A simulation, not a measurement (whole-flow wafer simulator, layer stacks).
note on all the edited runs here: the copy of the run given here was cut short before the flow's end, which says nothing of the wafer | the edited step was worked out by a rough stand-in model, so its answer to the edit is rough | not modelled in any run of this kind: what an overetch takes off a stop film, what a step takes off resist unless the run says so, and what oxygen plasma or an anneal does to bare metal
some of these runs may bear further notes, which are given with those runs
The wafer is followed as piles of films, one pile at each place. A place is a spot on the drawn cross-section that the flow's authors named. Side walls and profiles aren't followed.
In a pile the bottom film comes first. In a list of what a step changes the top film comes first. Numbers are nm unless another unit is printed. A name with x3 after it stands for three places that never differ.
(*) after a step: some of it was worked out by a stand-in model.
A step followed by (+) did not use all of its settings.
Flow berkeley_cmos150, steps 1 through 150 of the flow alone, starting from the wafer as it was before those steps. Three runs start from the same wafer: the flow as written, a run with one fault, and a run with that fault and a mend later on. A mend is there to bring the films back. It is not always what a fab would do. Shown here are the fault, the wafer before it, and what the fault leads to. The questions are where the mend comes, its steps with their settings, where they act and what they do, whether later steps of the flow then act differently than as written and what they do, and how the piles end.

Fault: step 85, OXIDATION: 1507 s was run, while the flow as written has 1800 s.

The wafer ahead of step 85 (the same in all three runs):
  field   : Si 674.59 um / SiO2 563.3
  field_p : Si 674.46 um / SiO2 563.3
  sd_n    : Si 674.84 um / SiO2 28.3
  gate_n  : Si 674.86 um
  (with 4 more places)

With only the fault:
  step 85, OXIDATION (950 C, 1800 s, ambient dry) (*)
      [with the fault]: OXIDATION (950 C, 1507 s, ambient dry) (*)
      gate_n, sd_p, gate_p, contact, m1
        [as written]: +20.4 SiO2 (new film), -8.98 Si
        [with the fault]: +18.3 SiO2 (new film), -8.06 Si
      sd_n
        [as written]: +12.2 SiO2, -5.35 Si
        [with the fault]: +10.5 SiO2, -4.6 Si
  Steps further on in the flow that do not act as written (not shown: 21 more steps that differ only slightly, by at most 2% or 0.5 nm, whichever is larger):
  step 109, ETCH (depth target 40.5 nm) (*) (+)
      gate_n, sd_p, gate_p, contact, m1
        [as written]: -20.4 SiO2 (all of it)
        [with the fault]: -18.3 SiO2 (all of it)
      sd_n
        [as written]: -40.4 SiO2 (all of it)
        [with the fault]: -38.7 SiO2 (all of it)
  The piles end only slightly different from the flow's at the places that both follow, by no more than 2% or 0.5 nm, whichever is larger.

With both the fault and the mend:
  The mend stands after step 94.
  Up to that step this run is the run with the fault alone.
  step 94a, STRIP (*) (+)
      field_p
        -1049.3 KrF resist (all of it)
      sd_p
        -1274 KrF resist (all of it)
      gate_p
        -1248.7 KrF resist (all of it)
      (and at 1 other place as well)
  step 94b, CLEAN (chemistry SPM, 600 s) (a further turn of the flow's step 77)
      alters no film at any place that is followed
  step 94c, OXIDATION (950 C, 242 s, ambient dry) (*) (a further turn of the flow's step 85, with different settings)
      gate_n, sd_p, gate_p, contact, m1
        +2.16 SiO2, -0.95 Si
      field, field_p
        +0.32 SiO2, -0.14 Si
      sd_n
        +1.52 SiO2, -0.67 Si
  step 94d, HMDS (a further turn of the flow's step 88)
      alters no film at any place that is followed
  step 94e, COAT (KrF resist, thickness 1100 nm) (*) (a further turn of the flow's step 89)
      field
        +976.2 KrF resist (new film)
      field_p
        +1087.8 KrF resist (new film)
      sd_n
        +1243 KrF resist (new film)
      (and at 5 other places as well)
  step 94f, SOFTBAKE (KrF resist) (a further turn of the flow's step 90)
      alters no film at any place that is followed
  step 94g, EXPOSE (photomask NWELL INV, NA 0.5, wavelength 248 nm) (*) (a further turn of the flow's step 91)
      alters no film at any place that is followed
  step 94h, PEB (KrF resist, 110 C, 90 s) (a further turn of the flow's step 92)
      field
        -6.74 KrF resist
      field_p
        -7.53 KrF resist
      sd_n
        -8.63 KrF resist
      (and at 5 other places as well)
  step 94i, DEVELOP (KrF resist, thickness 1100 nm, developer developer-D-0.26N, 45 s) (a further turn of the flow's step 93)
      field_p, sd_p, gate_p, m1
        -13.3 KrF resist
      field
        -969.5 KrF resist (all of it)
      sd_n
        -1234.4 KrF resist (all of it)
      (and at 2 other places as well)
  step 94j, HARDBAKE (120 C, 7200 s) (a further turn of the flow's step 94)
      field_p
        -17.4 KrF resist
      sd_p
        -21.4 KrF resist
      gate_p
        -20.9 KrF resist
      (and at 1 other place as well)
  Later steps of the flow that are run all act as written at every place that is followed, up to a difference of at most 2% or 0.5 nm, whichever is larger.
  The piles end only slightly different from the flow's at the places that both follow, by no more than 2% or 0.5 nm, whichever is larger.
